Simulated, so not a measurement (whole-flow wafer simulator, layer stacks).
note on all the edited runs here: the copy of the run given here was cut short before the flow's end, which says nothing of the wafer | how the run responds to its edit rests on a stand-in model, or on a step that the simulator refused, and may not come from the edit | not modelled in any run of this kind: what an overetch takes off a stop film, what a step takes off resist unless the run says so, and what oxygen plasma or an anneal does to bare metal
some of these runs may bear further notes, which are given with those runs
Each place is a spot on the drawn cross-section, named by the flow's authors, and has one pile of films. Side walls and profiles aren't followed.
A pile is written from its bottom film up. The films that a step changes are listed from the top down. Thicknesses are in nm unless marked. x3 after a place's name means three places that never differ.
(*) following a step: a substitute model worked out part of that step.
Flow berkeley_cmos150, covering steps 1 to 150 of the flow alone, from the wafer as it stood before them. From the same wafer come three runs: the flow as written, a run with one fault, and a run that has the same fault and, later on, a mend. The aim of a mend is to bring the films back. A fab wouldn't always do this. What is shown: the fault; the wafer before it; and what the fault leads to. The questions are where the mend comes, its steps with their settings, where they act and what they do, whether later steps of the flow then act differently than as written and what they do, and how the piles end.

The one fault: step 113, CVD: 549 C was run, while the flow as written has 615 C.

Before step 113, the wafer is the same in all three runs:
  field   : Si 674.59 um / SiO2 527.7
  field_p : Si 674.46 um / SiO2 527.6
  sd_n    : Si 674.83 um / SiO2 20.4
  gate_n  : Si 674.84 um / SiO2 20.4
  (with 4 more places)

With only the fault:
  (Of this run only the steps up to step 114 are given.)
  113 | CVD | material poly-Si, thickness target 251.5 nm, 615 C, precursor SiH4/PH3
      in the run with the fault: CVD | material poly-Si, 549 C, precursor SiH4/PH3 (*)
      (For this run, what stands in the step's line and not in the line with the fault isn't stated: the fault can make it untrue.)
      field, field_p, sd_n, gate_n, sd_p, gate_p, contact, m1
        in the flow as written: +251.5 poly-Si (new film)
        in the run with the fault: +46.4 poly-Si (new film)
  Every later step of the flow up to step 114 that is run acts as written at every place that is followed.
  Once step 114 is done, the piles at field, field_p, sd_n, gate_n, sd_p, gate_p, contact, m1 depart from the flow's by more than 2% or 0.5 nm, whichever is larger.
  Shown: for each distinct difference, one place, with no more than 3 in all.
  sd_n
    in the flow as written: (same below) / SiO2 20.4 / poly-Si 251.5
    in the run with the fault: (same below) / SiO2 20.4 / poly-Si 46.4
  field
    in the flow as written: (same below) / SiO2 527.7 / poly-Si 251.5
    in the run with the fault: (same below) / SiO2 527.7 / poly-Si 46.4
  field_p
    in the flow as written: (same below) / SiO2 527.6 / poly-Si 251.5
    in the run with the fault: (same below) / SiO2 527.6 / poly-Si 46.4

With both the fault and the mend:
  After step 113 comes the mend.
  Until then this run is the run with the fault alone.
  113a | CVD | material poly-Si, thickness target 205.1 nm, 615 C, precursor SiH4/PH3 (*) (the flow's step 113, run once more with other settings)
      field, field_p, sd_n, gate_n, sd_p, gate_p, contact, m1
        +205.1 poly-Si
  Every later step of the flow that is run acts as written, at every place that is followed, to within 2% or 0.5 nm, whichever is larger.
  At the end the piles are close to the flow's at the places that both follow, differing by at most 2% or 0.5 nm, whichever is larger.
